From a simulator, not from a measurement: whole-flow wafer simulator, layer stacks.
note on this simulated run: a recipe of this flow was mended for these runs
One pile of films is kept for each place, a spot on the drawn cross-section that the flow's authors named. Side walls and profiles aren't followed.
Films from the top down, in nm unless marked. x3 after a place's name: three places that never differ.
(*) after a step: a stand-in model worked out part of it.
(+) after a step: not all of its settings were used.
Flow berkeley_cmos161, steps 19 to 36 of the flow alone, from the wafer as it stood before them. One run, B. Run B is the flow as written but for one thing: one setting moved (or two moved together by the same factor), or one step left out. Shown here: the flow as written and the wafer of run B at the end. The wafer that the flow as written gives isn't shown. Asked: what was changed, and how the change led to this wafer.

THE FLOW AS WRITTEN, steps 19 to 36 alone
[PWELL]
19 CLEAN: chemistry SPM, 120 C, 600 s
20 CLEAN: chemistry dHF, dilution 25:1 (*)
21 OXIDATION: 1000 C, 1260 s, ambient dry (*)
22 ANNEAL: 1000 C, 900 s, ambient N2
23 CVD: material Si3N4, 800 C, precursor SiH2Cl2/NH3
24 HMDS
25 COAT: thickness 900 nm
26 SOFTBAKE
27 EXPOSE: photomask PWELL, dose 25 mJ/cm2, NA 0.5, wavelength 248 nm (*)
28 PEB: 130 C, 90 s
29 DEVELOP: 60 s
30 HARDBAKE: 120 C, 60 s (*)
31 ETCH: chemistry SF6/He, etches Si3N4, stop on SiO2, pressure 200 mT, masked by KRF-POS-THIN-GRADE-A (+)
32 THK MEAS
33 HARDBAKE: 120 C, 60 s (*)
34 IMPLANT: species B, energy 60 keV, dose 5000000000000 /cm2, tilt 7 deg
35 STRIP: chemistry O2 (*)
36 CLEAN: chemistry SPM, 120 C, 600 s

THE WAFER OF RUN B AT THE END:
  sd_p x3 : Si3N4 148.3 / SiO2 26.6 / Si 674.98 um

The cause: step 23, CVD: 765 C was run, where the flow has 800 C.

How the change led to this, step by step:
  23 CVD: material Si3N4, 800 C, precursor SiH2Cl2/NH3
      field x6, sd_p x3: Si3N4 +148.3 (new film) (as written it would be: Si3N4 +229.8 (new film))
  31 ETCH: chemistry SF6/He, etches Si3N4, stop on SiO2, pressure 200 mT, masked by KRF-POS-THIN-GRADE-A (+)
      field x6: Si3N4 -148.3 (all of it), SiO2 -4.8 (as written it would be: Si3N4 -229.8 (all of it), SiO2 -4.8)
      sd_p x3: KrF-resist -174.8 (as written it would be: KrF-resist -263.3)
  35 STRIP: chemistry O2 (*)
      sd_p x3: KrF-resist -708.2 (all of it) (as written it would be: KrF-resist -619.6 (all of it))
